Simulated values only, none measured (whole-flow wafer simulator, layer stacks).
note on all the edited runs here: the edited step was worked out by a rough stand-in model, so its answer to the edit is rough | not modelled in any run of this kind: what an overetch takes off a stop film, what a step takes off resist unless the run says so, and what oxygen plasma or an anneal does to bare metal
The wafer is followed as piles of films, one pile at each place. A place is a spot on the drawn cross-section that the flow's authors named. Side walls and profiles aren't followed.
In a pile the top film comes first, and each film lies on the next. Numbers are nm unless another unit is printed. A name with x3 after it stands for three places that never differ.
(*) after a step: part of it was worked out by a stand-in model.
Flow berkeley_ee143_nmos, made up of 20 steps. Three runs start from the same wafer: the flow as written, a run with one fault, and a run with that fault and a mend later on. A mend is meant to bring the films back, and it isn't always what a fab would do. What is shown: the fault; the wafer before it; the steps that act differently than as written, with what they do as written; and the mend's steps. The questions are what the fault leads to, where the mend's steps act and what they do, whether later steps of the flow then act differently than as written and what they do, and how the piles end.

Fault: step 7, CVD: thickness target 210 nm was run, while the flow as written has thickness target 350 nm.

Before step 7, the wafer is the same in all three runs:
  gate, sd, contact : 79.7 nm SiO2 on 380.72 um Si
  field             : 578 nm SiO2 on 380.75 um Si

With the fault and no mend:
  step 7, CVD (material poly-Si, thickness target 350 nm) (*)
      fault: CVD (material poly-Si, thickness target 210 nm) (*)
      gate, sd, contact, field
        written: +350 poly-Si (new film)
        fault: +210 poly-Si (new film)
  Steps further on in the flow that do not act as written:
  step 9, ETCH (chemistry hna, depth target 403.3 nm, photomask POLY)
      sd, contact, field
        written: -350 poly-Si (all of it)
        fault: -210 poly-Si (all of it)
  At gate, the piles at the end differ from the flow's by more than 2% or 0.5 nm, whichever is larger.
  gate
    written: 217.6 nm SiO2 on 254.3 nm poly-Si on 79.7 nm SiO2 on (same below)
    fault: 217.6 nm SiO2 on 114.3 nm poly-Si on 79.7 nm SiO2 on (same below)

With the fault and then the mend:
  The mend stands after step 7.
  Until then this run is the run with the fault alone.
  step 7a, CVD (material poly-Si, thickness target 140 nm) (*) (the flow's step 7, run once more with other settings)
      gate, sd, contact, field
        +140 poly-Si
  Every later step of the flow that is run acts as written at every place that is followed.
  At every place that both follow, the piles at the end match the flow's.
